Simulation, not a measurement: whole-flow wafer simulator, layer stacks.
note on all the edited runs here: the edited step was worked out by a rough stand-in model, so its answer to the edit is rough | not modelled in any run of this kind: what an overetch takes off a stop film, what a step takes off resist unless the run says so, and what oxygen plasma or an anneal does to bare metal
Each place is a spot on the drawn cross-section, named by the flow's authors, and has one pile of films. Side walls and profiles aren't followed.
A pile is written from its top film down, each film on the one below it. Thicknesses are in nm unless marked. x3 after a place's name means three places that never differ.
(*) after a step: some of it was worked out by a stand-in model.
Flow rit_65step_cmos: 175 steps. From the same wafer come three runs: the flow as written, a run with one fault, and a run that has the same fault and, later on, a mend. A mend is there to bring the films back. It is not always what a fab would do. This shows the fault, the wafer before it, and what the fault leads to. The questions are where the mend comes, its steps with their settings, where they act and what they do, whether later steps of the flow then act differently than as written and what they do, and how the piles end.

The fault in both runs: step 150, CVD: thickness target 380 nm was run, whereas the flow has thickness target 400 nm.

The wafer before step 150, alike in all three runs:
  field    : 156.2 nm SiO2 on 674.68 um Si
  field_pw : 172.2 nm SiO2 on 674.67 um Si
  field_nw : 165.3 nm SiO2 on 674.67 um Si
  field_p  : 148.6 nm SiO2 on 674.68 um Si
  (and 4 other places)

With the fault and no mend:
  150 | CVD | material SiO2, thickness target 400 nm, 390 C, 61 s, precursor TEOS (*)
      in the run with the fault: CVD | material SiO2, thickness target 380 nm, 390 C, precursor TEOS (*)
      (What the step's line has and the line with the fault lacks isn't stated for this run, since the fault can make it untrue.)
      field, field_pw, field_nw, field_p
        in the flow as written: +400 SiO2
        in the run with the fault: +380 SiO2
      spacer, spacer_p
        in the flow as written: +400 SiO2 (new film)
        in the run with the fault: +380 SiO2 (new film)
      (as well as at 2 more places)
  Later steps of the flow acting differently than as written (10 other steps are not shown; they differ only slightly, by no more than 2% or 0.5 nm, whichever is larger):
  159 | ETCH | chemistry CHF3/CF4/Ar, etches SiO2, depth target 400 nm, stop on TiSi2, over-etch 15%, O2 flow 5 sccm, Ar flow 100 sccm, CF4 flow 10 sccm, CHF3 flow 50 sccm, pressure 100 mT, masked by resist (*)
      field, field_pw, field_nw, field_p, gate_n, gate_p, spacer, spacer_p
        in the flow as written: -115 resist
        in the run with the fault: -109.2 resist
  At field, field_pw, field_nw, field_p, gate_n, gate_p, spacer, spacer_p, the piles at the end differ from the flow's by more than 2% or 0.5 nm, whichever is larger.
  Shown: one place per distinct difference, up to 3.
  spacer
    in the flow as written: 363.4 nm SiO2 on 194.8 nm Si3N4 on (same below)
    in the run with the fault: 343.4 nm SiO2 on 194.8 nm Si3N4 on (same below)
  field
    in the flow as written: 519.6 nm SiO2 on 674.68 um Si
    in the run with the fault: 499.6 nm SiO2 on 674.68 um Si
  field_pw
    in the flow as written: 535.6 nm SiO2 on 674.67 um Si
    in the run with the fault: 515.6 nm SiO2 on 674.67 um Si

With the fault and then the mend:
  The mend stands after step 151.
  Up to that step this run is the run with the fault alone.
  151a | CVD | material SiO2, thickness target 20 nm, 390 C, precursor TEOS (*) (a further turn of the flow's step 150, with different settings)
      field, field_pw, field_nw, field_p, gate_n, gate_p, spacer, spacer_p
        +20 SiO2
  None of the later steps of the flow differs from how it acts as written, at any place that is followed, by more than 2% or 0.5 nm, whichever is larger.
  When the end is reached, the piles differ only a little from the flow's at the places that both follow, at most by 2% or 0.5 nm, whichever is larger.
